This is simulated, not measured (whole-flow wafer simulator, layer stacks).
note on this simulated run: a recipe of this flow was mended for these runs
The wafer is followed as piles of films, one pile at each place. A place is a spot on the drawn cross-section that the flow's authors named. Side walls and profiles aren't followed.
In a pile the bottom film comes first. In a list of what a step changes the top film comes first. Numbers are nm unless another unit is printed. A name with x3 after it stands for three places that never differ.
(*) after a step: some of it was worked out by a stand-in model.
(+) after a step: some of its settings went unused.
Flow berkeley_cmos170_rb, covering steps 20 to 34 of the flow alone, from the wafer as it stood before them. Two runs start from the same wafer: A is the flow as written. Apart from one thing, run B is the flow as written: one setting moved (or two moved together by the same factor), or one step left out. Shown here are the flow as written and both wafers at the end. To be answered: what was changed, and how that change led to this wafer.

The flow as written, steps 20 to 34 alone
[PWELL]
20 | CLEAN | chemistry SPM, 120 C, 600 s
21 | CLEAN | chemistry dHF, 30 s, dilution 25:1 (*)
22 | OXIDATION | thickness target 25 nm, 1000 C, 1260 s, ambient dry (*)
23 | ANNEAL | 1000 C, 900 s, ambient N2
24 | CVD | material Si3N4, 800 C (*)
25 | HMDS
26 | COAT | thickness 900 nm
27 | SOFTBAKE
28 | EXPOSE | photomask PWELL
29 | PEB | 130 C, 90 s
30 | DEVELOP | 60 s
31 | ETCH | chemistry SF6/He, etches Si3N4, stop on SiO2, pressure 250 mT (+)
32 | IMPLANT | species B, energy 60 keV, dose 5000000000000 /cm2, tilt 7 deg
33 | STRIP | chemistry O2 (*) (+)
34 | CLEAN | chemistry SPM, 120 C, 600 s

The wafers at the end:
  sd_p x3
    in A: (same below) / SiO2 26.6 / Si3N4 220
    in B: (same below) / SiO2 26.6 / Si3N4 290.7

The reason: step 24, CVD: 823 C was run, whereas the flow has 800 C.

How this came from the change, step by step:
  24 | CVD | material Si3N4, 800 C (*)
      field x6, sd_p x3: A Si3N4 gains 220 (new film) | B Si3N4 gains 290.7 (new film)
  31 | ETCH | chemistry SF6/He, etches Si3N4, stop on SiO2, pressure 250 mT (+)
      field x6: A Si3N4 loses 220 (all of it), SiO2 loses 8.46 | B Si3N4 loses 290.7 (all of it), SiO2 loses 8.46
      sd_p x3: A KrF-resist loses 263 | B KrF-resist loses 339.9
  33 | STRIP | chemistry O2 (*) (+)
      sd_p x3: A KrF-resist loses 620 (all of it) | B KrF-resist loses 543.1 (all of it)
